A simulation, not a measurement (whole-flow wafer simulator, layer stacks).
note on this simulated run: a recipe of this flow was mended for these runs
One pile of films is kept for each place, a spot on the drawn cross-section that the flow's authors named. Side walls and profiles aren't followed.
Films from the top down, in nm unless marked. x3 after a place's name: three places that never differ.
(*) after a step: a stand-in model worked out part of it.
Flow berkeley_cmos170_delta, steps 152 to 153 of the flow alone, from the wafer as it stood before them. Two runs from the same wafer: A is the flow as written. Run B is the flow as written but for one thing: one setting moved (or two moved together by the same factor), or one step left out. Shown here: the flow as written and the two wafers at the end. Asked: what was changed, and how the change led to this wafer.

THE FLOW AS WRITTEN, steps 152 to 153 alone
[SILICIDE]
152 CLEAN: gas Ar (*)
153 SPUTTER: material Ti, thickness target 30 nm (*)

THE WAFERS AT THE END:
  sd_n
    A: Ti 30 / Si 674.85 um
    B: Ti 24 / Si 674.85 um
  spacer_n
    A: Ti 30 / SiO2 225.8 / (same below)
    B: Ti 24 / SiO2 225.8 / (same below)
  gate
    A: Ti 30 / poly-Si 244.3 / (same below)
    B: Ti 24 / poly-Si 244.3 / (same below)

The cause: step 153, SPUTTER: thickness target 24 nm was run, where the flow has thickness target 30 nm.
It can be read off the wafer: sd_n has Ti 24, and step 153 as written asks for 30 nm.

How the change led to this, step by step:
  153 SPUTTER: material Ti, thickness target 30 nm (*)
      field, sd_n, spacer_n, gate, spacer_p, gate_p, contact x2: A Ti +30 (new film) | B Ti +24 (new film)
      sd_p: A Ti +27.5 (new film) | B Ti +22 (new film)
